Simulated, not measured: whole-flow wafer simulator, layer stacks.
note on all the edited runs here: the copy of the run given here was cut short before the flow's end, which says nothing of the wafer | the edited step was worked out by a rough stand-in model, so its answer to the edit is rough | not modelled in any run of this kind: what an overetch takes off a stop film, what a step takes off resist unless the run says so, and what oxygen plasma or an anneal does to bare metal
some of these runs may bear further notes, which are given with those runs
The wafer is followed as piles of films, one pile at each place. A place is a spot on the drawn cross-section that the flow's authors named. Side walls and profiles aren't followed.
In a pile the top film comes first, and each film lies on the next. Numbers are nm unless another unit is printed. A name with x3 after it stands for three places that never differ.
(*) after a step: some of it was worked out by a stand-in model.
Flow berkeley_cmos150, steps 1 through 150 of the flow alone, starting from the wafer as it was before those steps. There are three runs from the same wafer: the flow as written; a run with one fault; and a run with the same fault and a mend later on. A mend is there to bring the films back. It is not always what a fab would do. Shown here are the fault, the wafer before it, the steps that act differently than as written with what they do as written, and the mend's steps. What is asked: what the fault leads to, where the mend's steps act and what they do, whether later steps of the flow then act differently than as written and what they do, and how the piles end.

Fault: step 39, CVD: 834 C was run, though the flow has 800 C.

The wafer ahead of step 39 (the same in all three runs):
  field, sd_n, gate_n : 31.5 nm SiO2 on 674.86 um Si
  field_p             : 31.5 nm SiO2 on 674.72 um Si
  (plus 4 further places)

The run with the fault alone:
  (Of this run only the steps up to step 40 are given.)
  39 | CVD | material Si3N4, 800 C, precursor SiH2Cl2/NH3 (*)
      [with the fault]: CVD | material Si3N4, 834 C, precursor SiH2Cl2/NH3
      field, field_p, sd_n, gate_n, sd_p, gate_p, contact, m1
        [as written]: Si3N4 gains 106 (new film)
        [with the fault]: Si3N4 gains 141 (new film)
  None of the later steps of the flow up to step 40 acts differently than as written at any place that is followed.
  The piles after step 40 differ from the flow's at field, field_p, sd_n, gate_n, sd_p, gate_p, contact, m1 by more than 2% or 0.5 nm, whichever is larger.
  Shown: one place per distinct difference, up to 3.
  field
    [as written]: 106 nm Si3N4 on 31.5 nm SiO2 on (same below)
    [with the fault]: 141 nm Si3N4 on 31.5 nm SiO2 on (same below)

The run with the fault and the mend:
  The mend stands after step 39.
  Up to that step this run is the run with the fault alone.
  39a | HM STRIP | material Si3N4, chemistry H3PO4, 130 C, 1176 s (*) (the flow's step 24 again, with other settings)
      field, field_p, sd_n, gate_n, sd_p, gate_p, contact, m1
        Si3N4 loses 34.9
  None of the later steps of the flow differs from how it acts as written, at any place that is followed, by more than 2% or 0.5 nm, whichever is larger.
  By the end, the piles equal the flow's at every place that both follow.
